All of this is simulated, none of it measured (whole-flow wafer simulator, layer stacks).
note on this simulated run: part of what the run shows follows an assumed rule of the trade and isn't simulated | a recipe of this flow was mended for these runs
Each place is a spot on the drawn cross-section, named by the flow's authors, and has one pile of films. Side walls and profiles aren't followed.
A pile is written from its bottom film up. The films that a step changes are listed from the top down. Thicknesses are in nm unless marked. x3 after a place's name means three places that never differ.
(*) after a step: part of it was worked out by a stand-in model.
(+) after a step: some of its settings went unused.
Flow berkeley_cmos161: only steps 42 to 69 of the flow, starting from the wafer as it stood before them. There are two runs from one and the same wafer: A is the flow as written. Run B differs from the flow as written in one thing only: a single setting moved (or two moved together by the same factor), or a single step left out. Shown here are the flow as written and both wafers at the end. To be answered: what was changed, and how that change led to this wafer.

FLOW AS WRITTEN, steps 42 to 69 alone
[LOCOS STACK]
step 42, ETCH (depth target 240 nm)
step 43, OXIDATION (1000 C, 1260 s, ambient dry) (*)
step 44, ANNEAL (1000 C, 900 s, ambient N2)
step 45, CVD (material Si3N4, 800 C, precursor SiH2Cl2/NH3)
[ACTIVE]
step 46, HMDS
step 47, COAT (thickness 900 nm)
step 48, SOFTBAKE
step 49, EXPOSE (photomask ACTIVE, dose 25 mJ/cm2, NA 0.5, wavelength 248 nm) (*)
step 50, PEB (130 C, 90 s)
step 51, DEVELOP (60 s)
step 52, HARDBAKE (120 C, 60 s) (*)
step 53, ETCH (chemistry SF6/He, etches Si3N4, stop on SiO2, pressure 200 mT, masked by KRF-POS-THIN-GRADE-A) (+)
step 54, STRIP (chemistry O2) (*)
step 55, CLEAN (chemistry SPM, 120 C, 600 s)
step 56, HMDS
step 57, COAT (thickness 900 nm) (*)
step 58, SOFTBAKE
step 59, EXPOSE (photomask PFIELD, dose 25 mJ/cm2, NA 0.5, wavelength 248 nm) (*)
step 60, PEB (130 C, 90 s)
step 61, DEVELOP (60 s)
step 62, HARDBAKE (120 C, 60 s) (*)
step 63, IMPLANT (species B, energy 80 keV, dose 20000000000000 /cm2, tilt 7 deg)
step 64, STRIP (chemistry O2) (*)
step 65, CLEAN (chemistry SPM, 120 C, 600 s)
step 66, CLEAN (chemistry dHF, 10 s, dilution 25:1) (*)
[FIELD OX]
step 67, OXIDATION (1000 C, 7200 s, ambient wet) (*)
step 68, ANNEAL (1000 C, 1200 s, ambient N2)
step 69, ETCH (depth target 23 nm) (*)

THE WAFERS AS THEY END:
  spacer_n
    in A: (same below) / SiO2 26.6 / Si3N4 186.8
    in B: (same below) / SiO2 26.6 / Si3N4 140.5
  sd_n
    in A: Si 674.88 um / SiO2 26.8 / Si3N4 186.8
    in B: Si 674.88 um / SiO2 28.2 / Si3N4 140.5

The reason: step 45, CVD: 777 C was run, whereas the flow has 800 C.

How this came from the change, step by step:
  step 45, CVD (material Si3N4, 800 C, precursor SiH2Cl2/NH3)
      field, sd_n, spacer_n and 6 more: A +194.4 Si3N4 (new film) | B +148.2 Si3N4 (new film)
  step 53, ETCH (chemistry SF6/He, etches Si3N4, stop on SiO2, pressure 200 mT, masked by KRF-POS-THIN-GRADE-A) (+)
      sd_n, spacer_n, gate_n, sd_p, spacer_p, gate_p, contact, m1: A -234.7 KrF-resist | B -184.5 KrF-resist
      field: A -194.4 Si3N4 (all of it), -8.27 SiO2 | B -148.2 Si3N4 (all of it), -8.27 SiO2
  step 54, STRIP (chemistry O2) (*)
      sd_n, spacer_n, gate_n, sd_p, spacer_p, gate_p, contact, m1: A -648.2 KrF-resist (all of it) | B -698.5 KrF-resist (all of it)
  step 57, COAT (thickness 900 nm) (*)
      sd_n: A +796.1 KrF-resist (new film) | B +819.6 KrF-resist (new film)
      sd_p: A +813.7 KrF-resist (new film) | B +833.2 KrF-resist (new film)
      (also at 2 further places)
  step 64, STRIP (chemistry O2) (*)
      sd_n: A -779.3 KrF-resist (all of it) | B -802.8 KrF-resist (all of it)
      sd_p: A -796.9 KrF-resist (all of it) | B -816.3 KrF-resist (all of it)
      (also at 2 further places)
  step 67, OXIDATION (1000 C, 7200 s, ambient wet) (*)
      sd_n, sd_p: A +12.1 SiO2 (new film), -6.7 Si3N4, +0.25 SiO2, -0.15 Si | B +12.1 SiO2 (new film), -6.7 Si3N4, +1.64 SiO2, -0.72 Si
